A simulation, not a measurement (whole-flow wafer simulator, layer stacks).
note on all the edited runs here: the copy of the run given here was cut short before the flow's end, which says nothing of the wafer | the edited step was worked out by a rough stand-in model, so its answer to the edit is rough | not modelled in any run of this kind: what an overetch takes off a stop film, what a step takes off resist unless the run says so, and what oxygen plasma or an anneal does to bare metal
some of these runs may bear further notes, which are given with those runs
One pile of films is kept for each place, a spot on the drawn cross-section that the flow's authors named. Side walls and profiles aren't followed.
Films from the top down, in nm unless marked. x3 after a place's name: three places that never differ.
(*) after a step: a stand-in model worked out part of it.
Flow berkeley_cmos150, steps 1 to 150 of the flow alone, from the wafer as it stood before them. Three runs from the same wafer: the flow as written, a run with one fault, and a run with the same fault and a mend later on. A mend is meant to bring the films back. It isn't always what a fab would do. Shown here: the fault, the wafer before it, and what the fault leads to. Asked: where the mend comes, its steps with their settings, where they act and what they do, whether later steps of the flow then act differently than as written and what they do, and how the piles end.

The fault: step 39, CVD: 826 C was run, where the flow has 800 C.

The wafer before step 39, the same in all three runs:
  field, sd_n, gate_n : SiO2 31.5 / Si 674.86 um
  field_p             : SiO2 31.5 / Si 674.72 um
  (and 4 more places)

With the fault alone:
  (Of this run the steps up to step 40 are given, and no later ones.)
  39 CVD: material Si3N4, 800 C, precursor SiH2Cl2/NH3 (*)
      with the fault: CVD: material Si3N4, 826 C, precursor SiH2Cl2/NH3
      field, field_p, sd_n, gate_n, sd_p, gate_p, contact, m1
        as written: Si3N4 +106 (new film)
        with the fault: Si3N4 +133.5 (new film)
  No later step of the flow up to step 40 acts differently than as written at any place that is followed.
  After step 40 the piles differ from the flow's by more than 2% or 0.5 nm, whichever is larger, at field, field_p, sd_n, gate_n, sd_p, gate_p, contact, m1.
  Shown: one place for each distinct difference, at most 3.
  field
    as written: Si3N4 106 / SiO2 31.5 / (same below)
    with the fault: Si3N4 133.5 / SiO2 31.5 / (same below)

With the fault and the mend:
  The mend comes after step 39.
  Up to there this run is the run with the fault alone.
  39a HM STRIP: material Si3N4, chemistry H3PO4, 130 C, 925 s (*) (the flow's step 24 once more, with other settings)
      field, field_p, sd_n, gate_n, sd_p, gate_p, contact, m1
        Si3N4 -27.5
  No later step of the flow acts differently than as written, at any place that is followed, by more than 2% or 0.5 nm, whichever is larger.
  At the end the piles are the same as the flow's at every place that both follow.
